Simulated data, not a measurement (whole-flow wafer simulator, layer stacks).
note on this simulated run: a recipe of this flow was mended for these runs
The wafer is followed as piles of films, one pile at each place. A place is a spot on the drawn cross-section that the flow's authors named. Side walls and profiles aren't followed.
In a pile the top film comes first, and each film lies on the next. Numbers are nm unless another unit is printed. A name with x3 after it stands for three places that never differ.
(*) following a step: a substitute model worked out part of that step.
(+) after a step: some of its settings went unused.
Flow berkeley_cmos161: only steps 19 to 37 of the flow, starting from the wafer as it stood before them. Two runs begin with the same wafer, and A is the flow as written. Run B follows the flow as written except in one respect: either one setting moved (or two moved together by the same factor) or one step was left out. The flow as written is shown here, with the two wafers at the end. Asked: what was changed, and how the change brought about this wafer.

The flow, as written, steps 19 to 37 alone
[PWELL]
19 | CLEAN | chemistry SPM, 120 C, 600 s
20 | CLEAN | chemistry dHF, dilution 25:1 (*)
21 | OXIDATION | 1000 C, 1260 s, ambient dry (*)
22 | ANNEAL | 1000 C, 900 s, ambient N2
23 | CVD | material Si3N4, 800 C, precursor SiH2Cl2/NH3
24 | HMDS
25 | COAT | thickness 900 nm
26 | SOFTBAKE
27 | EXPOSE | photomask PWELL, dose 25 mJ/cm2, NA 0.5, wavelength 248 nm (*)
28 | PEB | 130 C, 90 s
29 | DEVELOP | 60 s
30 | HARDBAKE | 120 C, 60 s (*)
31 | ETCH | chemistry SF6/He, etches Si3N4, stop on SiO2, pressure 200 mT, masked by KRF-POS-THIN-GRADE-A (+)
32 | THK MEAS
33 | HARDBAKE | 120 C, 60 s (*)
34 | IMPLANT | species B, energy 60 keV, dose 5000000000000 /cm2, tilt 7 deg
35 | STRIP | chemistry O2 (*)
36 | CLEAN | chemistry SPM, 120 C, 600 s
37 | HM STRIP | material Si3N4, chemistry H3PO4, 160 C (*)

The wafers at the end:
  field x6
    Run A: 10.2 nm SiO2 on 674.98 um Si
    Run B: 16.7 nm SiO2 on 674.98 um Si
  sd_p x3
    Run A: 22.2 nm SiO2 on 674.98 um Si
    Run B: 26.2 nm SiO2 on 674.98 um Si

The reason: step 37, HM STRIP: 149 C was run, while the flow as written has 160 C.

How this came from the change, step by step:
  37 | HM STRIP | material Si3N4, chemistry H3PO4, 160 C (*)
      field x6: A SiO2 loses 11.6 | B SiO2 loses 5.03
      sd_p x3: A Si3N4 loses 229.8 (all of it), SiO2 loses 4.31 | B Si3N4 loses 229.8 (all of it), SiO2 loses 0.38
